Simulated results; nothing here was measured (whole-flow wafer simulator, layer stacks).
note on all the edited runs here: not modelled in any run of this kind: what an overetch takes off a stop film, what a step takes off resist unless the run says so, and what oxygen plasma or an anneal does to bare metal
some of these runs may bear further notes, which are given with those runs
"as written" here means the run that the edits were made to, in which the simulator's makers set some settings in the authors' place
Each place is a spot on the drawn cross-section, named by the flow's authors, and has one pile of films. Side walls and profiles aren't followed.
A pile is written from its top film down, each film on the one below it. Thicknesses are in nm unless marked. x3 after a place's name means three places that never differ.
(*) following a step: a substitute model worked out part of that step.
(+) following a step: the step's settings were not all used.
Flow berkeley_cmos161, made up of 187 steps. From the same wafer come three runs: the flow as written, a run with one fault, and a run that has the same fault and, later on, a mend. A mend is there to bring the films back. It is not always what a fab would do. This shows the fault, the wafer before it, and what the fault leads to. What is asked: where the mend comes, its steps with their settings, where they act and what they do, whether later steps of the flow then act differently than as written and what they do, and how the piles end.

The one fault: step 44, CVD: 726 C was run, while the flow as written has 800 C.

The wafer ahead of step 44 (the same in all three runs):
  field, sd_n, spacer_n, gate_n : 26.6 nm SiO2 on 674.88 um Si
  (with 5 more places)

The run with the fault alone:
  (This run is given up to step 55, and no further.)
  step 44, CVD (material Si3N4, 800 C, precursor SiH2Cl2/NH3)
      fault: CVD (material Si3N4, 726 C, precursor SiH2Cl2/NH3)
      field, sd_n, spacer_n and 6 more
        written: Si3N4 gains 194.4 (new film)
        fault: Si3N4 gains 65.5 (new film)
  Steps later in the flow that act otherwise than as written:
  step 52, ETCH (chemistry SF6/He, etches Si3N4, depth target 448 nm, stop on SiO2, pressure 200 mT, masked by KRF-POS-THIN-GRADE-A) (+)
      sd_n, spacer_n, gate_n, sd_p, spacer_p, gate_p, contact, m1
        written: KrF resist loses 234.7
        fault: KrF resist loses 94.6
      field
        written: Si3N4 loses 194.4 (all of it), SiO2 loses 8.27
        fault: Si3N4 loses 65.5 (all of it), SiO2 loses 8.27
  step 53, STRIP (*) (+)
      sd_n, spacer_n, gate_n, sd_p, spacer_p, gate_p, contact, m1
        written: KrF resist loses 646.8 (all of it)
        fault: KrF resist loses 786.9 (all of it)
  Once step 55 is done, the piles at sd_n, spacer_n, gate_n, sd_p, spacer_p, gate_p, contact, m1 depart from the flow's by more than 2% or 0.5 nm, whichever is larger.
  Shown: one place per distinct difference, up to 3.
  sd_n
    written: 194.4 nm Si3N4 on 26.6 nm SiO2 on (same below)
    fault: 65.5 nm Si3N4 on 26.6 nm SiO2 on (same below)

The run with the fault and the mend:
  The mend follows step 44.
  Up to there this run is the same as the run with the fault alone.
  step 44a, ETCH (chemistry h3po4, depth target 75.36 nm)
      field, sd_n, spacer_n and 6 more
        Si3N4 loses 65.5 (all of it)
  step 44b, CLEAN (chemistry SPM) (a further turn of the flow's step 36)
      leaves every film unchanged at each place that is followed
  step 44c, CVD (material Si3N4, 800 C, precursor SiH2Cl2/NH3) (a further turn of the flow's step 44)
      field, sd_n, spacer_n and 6 more
        Si3N4 gains 194.4 (new film)
  Later steps of the flow that are run all act as written at every place that is followed.
  At every place that both follow, the piles at the end match the flow's.
